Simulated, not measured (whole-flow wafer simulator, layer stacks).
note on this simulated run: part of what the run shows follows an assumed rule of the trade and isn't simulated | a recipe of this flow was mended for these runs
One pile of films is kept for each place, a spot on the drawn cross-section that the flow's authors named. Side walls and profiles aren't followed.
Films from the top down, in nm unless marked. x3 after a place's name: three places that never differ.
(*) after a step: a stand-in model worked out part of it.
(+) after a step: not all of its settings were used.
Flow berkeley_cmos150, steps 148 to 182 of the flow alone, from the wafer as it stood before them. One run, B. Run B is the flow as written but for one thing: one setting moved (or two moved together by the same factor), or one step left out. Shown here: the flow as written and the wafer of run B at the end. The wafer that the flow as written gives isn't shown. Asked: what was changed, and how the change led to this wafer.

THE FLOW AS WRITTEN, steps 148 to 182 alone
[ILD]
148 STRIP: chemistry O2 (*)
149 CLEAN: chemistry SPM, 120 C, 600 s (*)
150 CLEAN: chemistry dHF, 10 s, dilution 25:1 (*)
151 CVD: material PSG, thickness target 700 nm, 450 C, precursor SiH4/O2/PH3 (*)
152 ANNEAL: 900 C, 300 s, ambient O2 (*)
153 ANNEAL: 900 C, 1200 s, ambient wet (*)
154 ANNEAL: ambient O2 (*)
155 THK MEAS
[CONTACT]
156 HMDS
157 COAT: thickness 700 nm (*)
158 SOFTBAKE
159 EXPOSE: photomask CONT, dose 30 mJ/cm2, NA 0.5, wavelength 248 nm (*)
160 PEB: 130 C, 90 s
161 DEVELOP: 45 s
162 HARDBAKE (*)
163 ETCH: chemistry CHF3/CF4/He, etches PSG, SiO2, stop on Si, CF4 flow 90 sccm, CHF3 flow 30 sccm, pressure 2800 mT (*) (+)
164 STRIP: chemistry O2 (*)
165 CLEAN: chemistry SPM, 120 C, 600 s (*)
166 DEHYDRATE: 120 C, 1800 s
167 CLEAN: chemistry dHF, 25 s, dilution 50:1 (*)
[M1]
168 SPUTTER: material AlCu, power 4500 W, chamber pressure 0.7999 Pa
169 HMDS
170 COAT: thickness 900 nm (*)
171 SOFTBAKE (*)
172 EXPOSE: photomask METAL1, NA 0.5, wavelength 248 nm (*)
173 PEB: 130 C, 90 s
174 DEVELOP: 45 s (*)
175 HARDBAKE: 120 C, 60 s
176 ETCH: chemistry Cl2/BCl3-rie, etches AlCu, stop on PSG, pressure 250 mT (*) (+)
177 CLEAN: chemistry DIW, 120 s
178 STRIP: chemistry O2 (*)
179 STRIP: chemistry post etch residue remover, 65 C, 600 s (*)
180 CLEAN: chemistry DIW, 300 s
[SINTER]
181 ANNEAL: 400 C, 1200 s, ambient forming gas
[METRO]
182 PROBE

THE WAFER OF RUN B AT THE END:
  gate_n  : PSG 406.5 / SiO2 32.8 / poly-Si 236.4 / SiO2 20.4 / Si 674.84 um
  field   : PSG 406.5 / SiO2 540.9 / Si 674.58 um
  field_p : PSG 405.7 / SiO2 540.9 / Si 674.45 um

The cause: step 151, CVD: thickness target 490 nm was run, where the flow has thickness target 700 nm.

How the change led to this, step by step:
  151 CVD: material PSG, thickness target 700 nm, 450 C, precursor SiH4/O2/PH3 (*)
      field, field_p, sd_n, gate_n, gate_p, contact, m1: PSG +490 (new film) (as written it would be: PSG +700 (new film))
      sd_p: PSG +451.9 (new film) (as written it would be: PSG +639.5 (new film))
  153 ANNEAL: 900 C, 1200 s, ambient wet (*)
      sd_n, contact, m1: PSG -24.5, SiO2 +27, Si -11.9 (as written it would be: PSG -35, SiO2 +22.8, Si -10)
      field, field_p: PSG -24.5, SiO2 +18.3, Si -8.06 (as written it would be: PSG -35, SiO2 +16.3, Si -7.15)
      (and at 3 more places)
  157 COAT: thickness 700 nm (*)
      sd_p: KrF-resist +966 (new film) (as written it would be: KrF-resist +1000.3 (new film))
  163 ETCH: chemistry CHF3/CF4/He, etches PSG, SiO2, stop on Si, CF4 flow 90 sccm, CHF3 flow 30 sccm, pressure 2800 mT (*) (+)
      field, field_p, sd_n, gate_n, sd_p, gate_p, m1: KrF-resist -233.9 (as written it would be: KrF-resist -303.7)
      contact: PSG -465.5 (all of it), SiO2 -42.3 (all of it), Si -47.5 (as written it would be: PSG -665 (all of it), SiO2 -38.1 (all of it), Si -47.5)
  164 STRIP: chemistry O2 (*)
      field: KrF-resist -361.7 (all of it) (as written it would be: KrF-resist -294.5 (all of it))
      field_p: KrF-resist -461.6 (all of it) (as written it would be: KrF-resist -397.1 (all of it))
      (and at 5 more places)
  168 SPUTTER: material AlCu, power 4500 W, chamber pressure 0.7999 Pa
      sd_p: AlCu +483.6 (new film) (as written it would be: AlCu +471.4 (new film))
      contact: AlCu +493.3 (new film) (as written it would be: AlCu +443.6 (new film))
  170 COAT: thickness 900 nm (*)
      sd_p: thick-KrF-resist +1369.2 (new film) (as written it would be: thick-KrF-resist +1400.4 (new film))
      contact: thick-KrF-resist +1535.1 (new film) (as written it would be: thick-KrF-resist +1720.1 (new film))
      (and at 1 more place)
  173 PEB: 130 C, 90 s
      contact: thick-KrF-resist -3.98 (as written it would be: thick-KrF-resist -4.56)
  174 DEVELOP: 45 s (*)
      sd_p: thick-KrF-resist -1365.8 (all of it), AlCu -10 (as written it would be: thick-KrF-resist -1396.9 (all of it), AlCu -10)
  175 HARDBAKE: 120 C, 60 s
      contact: thick-KrF-resist -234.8 (as written it would be: thick-KrF-resist -263.1)
      m1: thick-KrF-resist -151.4 (as written it would be: thick-KrF-resist -148.2)
  176 ETCH: chemistry Cl2/BCl3-rie, etches AlCu, stop on PSG, pressure 250 mT (*) (+)
      sd_p: AlCu -473.6 (all of it), PSG -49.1 (as written it would be: AlCu -461.4 (all of it), PSG -50.6)
  178 STRIP: chemistry O2 (*)
      contact: thick-KrF-resist -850 (all of it) (as written it would be: thick-KrF-resist -1006.2 (all of it))
      m1: thick-KrF-resist -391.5 (all of it) (as written it would be: thick-KrF-resist -373.8 (all of it))
